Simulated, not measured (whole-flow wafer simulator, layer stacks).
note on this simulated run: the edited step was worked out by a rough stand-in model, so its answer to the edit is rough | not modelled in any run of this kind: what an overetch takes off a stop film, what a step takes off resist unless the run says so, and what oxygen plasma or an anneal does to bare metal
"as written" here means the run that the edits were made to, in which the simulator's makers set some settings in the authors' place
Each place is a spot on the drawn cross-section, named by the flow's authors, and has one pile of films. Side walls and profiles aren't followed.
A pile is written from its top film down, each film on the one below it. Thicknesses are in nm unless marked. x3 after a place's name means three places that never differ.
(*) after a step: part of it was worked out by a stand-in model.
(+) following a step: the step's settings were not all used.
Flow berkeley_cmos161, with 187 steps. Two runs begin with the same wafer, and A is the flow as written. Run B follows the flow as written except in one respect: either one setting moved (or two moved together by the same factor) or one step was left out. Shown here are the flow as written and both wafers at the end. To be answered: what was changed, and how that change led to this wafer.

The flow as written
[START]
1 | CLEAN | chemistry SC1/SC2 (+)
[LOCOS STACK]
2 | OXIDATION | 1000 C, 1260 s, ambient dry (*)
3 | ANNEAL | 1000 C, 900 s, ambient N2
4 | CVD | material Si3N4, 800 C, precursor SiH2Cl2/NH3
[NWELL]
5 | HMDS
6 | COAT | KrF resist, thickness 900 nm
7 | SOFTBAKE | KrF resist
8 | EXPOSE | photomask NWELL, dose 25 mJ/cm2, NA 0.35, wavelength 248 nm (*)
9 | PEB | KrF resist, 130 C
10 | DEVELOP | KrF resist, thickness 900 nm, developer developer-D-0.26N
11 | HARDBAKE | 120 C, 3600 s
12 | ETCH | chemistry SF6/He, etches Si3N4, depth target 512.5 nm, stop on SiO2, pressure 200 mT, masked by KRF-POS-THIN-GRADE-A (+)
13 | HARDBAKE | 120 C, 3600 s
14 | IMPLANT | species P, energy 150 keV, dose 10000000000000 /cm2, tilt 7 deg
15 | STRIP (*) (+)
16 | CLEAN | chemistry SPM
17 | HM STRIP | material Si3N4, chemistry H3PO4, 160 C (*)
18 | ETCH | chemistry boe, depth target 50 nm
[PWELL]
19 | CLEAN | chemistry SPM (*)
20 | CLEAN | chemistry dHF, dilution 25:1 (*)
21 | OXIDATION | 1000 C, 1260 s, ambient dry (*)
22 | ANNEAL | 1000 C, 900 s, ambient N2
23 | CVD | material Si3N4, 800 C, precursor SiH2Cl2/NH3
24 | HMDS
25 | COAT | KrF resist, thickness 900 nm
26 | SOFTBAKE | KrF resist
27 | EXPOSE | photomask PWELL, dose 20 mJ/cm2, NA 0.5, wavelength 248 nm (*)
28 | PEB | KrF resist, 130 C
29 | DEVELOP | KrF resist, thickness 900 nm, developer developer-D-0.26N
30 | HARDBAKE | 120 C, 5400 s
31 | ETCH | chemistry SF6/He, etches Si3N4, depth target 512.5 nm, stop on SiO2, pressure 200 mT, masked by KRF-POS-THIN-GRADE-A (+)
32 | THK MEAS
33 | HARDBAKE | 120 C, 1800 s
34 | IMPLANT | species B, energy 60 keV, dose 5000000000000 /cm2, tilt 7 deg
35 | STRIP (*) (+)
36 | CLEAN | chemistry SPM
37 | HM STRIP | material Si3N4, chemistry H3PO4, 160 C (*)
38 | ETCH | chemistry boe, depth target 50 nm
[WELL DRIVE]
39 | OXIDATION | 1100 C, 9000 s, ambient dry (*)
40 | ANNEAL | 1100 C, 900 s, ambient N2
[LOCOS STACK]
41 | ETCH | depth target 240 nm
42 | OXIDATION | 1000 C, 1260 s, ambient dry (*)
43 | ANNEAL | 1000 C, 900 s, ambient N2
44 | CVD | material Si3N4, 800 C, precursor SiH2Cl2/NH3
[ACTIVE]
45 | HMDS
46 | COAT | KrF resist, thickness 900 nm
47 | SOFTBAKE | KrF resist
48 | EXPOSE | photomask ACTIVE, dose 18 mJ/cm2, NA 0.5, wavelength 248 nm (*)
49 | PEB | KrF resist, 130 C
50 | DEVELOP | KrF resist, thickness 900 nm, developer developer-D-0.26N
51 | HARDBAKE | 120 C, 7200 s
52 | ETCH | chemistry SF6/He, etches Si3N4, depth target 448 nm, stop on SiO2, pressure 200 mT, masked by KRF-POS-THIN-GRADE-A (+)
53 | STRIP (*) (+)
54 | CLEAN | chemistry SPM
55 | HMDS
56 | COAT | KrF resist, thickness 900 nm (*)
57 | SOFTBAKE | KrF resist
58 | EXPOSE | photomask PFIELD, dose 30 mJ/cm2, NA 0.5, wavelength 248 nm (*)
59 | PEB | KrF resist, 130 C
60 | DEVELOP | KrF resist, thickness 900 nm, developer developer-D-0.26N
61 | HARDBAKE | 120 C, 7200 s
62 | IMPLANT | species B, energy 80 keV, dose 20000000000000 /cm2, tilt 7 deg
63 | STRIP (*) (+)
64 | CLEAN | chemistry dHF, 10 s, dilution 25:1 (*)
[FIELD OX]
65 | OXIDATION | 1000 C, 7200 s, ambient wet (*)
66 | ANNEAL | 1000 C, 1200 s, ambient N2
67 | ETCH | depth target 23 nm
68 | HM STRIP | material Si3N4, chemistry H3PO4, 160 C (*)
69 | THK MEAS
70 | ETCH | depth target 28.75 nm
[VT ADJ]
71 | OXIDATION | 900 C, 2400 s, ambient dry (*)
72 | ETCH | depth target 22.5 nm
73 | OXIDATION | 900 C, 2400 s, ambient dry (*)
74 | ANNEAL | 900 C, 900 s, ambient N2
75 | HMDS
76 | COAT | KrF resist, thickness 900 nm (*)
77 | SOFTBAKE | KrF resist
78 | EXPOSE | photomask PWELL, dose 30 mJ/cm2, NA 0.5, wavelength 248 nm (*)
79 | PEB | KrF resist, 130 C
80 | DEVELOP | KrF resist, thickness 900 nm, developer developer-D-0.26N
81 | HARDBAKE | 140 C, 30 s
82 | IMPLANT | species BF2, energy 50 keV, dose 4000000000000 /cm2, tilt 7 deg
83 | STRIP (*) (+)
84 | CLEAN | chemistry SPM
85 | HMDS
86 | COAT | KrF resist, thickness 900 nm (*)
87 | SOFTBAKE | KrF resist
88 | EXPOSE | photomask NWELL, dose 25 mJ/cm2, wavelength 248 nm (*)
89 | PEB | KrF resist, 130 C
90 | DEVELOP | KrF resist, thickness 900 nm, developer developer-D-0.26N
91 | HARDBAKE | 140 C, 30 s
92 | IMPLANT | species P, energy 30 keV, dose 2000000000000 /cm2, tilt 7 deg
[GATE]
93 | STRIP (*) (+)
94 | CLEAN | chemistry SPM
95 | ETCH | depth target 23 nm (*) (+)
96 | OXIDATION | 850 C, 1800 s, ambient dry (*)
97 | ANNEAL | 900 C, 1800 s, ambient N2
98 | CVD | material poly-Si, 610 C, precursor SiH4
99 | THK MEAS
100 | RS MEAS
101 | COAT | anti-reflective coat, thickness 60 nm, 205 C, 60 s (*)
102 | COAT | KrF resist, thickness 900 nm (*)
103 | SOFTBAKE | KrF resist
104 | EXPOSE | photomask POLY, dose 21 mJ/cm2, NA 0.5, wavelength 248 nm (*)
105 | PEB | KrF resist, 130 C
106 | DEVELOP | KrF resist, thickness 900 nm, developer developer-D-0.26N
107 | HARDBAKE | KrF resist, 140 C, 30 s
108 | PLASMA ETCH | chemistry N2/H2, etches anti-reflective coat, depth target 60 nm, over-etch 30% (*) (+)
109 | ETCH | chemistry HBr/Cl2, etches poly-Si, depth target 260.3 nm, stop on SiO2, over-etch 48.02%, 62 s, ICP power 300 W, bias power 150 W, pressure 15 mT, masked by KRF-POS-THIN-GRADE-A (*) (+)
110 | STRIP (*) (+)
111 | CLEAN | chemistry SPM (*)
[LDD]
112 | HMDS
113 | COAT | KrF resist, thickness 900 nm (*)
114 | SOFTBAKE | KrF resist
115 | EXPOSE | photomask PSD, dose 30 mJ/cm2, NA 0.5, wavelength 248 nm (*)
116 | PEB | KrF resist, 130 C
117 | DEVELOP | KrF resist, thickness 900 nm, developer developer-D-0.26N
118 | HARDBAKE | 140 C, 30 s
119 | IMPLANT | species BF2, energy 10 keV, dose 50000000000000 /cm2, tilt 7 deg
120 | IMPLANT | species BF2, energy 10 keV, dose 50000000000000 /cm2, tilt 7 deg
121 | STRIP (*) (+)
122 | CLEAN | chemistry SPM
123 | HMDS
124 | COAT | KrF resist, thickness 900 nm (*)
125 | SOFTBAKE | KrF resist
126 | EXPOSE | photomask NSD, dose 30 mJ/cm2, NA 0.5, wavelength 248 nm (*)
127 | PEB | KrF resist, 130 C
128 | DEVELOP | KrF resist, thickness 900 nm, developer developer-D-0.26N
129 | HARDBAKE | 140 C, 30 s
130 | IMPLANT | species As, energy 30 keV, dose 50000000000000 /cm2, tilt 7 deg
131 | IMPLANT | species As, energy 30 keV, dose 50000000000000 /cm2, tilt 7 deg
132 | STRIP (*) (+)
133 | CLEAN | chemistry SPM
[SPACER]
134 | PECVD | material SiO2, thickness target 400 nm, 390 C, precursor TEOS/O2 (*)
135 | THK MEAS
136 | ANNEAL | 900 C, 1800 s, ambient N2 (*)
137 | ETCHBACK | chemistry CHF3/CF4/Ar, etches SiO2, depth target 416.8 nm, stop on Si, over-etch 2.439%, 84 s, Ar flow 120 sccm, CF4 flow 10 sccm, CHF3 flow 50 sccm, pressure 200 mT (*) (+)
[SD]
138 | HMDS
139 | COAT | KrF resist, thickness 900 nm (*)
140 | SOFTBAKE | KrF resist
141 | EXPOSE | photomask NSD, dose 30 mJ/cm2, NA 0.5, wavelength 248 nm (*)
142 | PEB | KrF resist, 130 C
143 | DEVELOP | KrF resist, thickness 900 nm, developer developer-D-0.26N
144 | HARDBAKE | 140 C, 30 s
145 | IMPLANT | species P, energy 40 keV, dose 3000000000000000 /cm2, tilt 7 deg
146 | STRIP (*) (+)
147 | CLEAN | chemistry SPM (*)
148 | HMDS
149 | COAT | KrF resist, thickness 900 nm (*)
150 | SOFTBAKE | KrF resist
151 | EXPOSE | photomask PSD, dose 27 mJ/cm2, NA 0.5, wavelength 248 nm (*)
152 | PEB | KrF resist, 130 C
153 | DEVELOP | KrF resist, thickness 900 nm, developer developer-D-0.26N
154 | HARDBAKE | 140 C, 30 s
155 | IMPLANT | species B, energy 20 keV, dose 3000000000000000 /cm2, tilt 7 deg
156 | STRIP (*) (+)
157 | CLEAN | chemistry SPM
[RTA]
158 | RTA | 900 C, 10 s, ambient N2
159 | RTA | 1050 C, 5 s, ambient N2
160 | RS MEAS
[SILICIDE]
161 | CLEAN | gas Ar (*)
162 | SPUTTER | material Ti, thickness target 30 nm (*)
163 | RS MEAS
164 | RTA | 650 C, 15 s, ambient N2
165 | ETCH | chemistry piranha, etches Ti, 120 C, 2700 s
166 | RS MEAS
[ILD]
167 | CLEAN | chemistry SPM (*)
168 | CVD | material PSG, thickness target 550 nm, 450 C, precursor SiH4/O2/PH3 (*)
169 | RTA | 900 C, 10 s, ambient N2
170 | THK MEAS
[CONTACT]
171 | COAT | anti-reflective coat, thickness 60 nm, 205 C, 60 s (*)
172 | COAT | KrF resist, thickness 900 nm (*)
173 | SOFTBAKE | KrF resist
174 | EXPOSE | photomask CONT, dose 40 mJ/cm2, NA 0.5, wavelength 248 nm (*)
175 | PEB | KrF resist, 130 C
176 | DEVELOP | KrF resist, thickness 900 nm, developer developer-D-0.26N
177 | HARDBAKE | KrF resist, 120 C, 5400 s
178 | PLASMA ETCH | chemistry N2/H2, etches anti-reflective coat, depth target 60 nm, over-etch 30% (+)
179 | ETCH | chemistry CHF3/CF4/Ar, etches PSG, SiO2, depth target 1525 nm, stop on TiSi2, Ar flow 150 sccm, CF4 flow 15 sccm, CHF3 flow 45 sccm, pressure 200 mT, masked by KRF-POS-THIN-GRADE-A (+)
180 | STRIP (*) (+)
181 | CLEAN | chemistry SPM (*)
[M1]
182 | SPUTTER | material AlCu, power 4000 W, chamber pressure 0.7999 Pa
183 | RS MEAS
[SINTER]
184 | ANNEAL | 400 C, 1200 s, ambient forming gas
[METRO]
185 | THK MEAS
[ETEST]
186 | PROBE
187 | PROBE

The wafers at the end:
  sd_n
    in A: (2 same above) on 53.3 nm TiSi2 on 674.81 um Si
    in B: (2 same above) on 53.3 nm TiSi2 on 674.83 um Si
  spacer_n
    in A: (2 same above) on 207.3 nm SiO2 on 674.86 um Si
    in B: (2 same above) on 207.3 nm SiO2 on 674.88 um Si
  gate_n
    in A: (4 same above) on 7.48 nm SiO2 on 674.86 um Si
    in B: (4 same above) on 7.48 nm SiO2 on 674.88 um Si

What caused this: step 39, OXIDATION: 6300 s was run, though the flow has 9000 s.

Step by step, how the change led to this:
  39 | OXIDATION | 1100 C, 9000 s, ambient dry (*)
      field, sd_n, spacer_n and 6 more: A SiO2 gains 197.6 (new film), Si loses 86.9 | B SiO2 gains 158.8 (new film), Si loses 69.9
  41 | ETCH | depth target 240 nm
      field, sd_n, spacer_n and 6 more: A SiO2 loses 197.6 (all of it) | B SiO2 loses 158.8 (all of it)
